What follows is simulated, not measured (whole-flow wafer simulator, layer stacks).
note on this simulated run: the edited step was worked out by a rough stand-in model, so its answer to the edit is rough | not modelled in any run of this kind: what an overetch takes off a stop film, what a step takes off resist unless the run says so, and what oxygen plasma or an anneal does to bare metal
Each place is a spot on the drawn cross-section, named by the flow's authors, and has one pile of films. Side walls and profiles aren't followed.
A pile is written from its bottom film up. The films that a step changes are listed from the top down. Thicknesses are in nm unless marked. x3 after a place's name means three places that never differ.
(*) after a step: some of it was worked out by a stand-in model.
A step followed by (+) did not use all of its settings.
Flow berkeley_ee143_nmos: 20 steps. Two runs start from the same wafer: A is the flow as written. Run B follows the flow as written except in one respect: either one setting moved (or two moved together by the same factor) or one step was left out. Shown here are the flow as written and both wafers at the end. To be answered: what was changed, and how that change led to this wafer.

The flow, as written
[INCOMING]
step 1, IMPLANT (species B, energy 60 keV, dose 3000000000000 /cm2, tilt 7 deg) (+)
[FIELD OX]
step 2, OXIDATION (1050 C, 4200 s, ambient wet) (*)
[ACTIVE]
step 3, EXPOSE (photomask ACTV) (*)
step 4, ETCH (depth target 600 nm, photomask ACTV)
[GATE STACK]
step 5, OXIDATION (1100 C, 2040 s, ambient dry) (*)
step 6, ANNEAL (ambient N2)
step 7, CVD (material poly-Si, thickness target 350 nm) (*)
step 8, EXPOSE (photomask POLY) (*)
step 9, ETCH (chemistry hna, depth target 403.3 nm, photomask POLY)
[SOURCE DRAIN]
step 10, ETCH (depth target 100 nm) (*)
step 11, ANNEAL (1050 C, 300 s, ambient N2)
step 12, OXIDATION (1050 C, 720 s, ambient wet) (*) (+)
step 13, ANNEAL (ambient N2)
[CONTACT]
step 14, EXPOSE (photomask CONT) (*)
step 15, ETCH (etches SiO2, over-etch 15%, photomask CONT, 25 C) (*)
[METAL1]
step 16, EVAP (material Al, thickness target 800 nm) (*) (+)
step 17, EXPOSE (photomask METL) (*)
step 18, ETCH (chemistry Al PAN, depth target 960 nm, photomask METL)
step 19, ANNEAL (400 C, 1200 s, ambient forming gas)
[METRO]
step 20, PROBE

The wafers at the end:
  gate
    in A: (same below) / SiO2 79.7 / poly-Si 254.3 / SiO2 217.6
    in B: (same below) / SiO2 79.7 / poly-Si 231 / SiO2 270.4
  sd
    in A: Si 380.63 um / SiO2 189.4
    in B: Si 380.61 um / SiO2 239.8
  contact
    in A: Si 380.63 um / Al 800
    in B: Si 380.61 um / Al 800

What caused this: step 12, OXIDATION: 1008 s was run, whereas the flow has 720 s.

How this came from the change, step by step:
  step 12, OXIDATION (1050 C, 720 s, ambient wet) (*) (+)
      sd, contact: A SiO2 gains 189.4 (new film), Si loses 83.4 | B SiO2 gains 239.8 (new film), Si loses 105.5
      gate: A SiO2 gains 217.6 (new film), poly-Si loses 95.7 | B SiO2 gains 270.4 (new film), poly-Si loses 119
      (also at 1 further place)
  step 15, ETCH (etches SiO2, over-etch 15%, photomask CONT, 25 C) (*)
      contact: A SiO2 loses 189.4 (all of it) | B SiO2 loses 239.8 (all of it)
